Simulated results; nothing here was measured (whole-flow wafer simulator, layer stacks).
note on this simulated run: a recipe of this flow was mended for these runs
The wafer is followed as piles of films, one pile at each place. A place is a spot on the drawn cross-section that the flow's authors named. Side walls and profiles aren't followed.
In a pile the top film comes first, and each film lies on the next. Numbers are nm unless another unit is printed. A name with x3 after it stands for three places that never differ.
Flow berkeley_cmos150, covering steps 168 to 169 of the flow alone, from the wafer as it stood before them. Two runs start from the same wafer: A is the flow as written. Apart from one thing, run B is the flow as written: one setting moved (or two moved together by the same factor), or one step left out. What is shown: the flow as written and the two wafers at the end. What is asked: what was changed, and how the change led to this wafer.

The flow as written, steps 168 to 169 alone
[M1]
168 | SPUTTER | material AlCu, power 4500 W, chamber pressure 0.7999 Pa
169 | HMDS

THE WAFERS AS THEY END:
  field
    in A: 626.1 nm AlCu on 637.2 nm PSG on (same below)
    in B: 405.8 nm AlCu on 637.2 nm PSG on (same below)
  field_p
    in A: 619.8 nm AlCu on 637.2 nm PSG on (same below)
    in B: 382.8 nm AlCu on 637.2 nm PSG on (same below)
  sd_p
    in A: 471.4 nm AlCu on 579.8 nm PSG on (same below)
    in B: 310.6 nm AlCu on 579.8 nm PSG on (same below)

What caused this: step 168, SPUTTER: power 2880 W was run, whereas the flow has power 4500 W.

How this came from the change, step by step:
  168 | SPUTTER | material AlCu, power 4500 W, chamber pressure 0.7999 Pa
      field, sd_n, gate_n, m1: A AlCu gains 626.1 (new film) | B AlCu gains 405.8 (new film)
      field_p: A AlCu gains 619.8 (new film) | B AlCu gains 382.8 (new film)
      (also at 3 further places)
